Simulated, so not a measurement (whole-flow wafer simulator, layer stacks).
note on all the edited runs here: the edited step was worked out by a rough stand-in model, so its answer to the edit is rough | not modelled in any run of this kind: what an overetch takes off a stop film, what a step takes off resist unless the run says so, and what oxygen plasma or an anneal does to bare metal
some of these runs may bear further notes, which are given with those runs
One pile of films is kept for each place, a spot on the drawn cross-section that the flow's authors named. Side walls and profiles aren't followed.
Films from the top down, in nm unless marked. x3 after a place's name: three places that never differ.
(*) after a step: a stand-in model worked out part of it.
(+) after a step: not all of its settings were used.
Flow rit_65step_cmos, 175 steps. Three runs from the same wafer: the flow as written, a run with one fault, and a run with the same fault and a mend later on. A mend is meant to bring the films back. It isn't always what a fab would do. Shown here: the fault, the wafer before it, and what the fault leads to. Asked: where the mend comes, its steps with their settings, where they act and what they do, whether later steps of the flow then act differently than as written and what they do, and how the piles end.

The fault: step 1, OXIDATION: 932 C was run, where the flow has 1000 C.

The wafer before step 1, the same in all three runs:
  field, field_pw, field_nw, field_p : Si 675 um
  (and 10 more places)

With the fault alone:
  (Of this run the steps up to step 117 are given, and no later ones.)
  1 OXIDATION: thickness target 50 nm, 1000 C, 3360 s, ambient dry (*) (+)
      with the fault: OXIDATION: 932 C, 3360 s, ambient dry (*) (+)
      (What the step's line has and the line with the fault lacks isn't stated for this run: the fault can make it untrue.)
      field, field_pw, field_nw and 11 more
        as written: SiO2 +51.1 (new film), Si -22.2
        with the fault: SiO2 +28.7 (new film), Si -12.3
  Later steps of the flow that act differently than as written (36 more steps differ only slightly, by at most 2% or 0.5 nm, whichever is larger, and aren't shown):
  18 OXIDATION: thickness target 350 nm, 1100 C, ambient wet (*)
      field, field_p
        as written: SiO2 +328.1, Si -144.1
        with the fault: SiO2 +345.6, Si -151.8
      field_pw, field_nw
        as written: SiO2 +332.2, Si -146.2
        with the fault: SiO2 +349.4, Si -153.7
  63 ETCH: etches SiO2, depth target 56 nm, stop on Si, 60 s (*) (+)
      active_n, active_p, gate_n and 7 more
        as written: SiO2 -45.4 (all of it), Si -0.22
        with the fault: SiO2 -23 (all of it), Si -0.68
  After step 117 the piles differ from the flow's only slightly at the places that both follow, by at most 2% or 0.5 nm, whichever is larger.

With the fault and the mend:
  The mend comes after step 2.
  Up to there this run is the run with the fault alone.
  2a ETCH: depth target 33 nm, 21.5 C, 37 s
      field, field_pw, field_nw and 11 more
        SiO2 -28.7 (all of it)
  2b CLEAN: chemistry SC2, 75 C, 600 s
      field, field_pw, field_nw and 11 more
        chemical SiO2 +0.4 (new film), Si -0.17
  2c OXIDATION: 1000 C, 3360 s, ambient dry (*) (the flow's step 1 once more, with other settings)
      field, field_pw, field_nw and 11 more
        SiO2 +51 (new film), chemical SiO2 -0.4 (all of it), Si -22.3
  Later steps of the flow that act differently than as written (17 more steps differ only slightly, by at most 2% or 0.5 nm, whichever is larger, and aren't shown):
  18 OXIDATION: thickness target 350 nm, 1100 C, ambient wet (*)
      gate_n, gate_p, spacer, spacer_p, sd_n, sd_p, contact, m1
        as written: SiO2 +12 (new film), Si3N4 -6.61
        with the mend: SiO2 +12 (new film), Si3N4 -6.61, SiO2 +0.03
  At the end the piles differ from the flow's only slightly at the places that both follow, by at most 2% or 0.5 nm, whichever is larger.
